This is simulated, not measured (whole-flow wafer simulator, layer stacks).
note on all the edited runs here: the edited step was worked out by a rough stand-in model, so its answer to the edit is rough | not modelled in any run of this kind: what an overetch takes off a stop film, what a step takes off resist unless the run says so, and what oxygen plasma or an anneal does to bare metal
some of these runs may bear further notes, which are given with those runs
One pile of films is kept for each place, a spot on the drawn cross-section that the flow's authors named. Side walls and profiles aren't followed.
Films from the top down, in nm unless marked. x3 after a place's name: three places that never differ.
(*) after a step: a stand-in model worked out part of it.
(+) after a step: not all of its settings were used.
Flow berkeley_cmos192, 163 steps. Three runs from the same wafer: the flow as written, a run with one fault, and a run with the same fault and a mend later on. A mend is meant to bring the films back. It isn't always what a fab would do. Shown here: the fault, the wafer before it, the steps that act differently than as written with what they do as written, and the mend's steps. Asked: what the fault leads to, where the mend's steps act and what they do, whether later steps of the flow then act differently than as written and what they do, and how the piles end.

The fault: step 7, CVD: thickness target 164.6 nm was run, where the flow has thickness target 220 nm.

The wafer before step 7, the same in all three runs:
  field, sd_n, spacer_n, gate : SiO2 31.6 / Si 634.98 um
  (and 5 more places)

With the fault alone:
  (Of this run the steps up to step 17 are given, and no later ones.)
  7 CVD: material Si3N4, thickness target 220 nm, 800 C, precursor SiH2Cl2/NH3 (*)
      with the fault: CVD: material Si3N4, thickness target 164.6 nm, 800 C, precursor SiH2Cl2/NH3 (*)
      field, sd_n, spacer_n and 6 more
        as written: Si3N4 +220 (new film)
        with the fault: Si3N4 +164.6 (new film)
  Later steps of the flow that act differently than as written:
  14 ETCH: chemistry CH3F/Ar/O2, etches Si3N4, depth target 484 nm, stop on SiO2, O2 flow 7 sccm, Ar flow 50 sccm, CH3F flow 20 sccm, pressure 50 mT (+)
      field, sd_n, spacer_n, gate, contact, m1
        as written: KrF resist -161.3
        with the fault: KrF resist -124.4
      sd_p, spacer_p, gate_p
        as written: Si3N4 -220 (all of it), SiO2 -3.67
        with the fault: Si3N4 -164.6 (all of it), SiO2 -3.67
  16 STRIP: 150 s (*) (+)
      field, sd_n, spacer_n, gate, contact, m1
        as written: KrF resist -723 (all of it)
        with the fault: KrF resist -760 (all of it)
  After step 17 the piles differ from the flow's by more than 2% or 0.5 nm, whichever is larger, at field, sd_n, spacer_n, gate, contact, m1.
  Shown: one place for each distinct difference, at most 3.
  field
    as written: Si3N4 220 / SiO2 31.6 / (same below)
    with the fault: Si3N4 164.6 / SiO2 31.6 / (same below)

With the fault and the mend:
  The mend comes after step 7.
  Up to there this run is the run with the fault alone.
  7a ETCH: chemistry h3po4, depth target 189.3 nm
      field, sd_n, spacer_n and 6 more
        Si3N4 -164.6 (all of it)
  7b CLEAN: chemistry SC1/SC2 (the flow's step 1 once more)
      changes no film at any place that is followed
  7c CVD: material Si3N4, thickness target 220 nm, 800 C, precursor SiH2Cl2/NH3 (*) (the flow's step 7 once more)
      field, sd_n, spacer_n and 6 more
        Si3N4 +220 (new film)
  No later step of the flow acts differently than as written at any place that is followed.
  At the end the piles are the same as the flow's at every place that both follow.
